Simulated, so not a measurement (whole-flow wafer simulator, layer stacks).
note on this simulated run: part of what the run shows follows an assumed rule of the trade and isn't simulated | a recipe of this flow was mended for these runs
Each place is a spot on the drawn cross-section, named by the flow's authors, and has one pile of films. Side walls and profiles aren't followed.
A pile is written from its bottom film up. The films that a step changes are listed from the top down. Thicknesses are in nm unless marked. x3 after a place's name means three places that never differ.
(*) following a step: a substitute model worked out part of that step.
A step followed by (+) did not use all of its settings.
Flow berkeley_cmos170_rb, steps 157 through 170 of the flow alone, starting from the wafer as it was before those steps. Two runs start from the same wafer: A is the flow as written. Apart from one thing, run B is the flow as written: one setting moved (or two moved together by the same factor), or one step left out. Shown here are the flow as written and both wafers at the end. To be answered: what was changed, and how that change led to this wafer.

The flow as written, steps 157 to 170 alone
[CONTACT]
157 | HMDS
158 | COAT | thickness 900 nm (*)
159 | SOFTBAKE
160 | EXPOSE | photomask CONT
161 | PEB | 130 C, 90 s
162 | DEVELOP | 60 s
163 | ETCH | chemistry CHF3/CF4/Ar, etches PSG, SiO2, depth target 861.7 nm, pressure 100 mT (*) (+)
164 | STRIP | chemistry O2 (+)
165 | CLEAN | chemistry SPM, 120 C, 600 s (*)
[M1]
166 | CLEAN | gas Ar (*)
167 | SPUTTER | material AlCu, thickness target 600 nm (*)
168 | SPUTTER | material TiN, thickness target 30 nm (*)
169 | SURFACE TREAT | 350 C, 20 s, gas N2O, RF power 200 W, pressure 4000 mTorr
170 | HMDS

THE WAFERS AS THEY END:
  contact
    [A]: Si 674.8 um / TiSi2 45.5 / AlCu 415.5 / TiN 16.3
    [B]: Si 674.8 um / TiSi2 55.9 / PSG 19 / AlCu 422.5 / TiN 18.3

The reason: step 163, ETCH: depth target 675.5 nm was run, whereas the flow has depth target 861.7 nm.

How this came from the change, step by step:
  163 | ETCH | chemistry CHF3/CF4/Ar, etches PSG, SiO2, depth target 861.7 nm, pressure 100 mT (*) (+)
      contact: A -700 PSG (all of it), -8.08 TiSi2 | B -675.5 PSG
      field, sd_n, spacer_n, gate, sd_p, spacer_p, gate_p, m1: A -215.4 KrF-resist | B -168.9 KrF-resist
  164 | STRIP | chemistry O2 (+)
      field: A -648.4 KrF-resist (all of it) | B -694.9 KrF-resist (all of it)
      sd_n: A -772.5 KrF-resist (all of it) | B -819 KrF-resist (all of it)
      (and at 6 other places as well)
  166 | CLEAN | gas Ar (*)
      contact: A -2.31 TiSi2 | B -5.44 PSG
  168 | SPUTTER | material TiN, thickness target 30 nm (*)
      contact: A +16.3 TiN (new film) | B +18.3 TiN (new film)
